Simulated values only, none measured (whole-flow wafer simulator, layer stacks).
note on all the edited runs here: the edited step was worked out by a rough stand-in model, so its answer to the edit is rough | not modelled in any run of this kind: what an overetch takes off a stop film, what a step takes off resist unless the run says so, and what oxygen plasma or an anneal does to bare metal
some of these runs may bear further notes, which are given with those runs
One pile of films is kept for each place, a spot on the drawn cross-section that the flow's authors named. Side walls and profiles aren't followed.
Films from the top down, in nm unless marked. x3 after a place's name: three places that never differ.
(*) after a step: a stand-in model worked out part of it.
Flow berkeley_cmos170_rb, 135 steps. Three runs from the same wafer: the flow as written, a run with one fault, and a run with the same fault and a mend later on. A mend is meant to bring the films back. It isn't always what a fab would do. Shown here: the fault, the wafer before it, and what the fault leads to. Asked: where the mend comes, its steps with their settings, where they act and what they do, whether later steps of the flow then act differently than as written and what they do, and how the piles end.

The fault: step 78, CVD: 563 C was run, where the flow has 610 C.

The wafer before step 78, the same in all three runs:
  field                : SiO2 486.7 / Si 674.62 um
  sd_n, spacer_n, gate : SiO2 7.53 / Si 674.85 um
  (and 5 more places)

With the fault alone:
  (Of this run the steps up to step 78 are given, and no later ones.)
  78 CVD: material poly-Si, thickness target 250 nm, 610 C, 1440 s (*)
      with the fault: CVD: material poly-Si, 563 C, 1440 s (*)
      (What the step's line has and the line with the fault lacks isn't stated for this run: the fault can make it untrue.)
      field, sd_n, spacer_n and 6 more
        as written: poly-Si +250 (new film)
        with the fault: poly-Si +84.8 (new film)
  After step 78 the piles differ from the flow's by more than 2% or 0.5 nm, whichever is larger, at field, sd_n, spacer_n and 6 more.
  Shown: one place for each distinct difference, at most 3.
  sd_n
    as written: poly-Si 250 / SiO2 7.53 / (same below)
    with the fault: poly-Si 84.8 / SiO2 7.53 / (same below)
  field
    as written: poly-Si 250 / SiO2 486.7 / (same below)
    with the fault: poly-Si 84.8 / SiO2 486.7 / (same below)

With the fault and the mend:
  The mend comes after step 78.
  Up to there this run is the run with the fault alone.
  78a CVD: material poly-Si, thickness target 165 nm, 610 C, 952 s (*) (the flow's step 78 once more, with other settings)
      field, sd_n, spacer_n and 6 more
        poly-Si +165
  No later step of the flow acts differently than as written, at any place that is followed, by more than 2% or 0.5 nm, whichever is larger.
  At the end the piles differ from the flow's only slightly at the places that both follow, by at most 2% or 0.5 nm, whichever is larger.
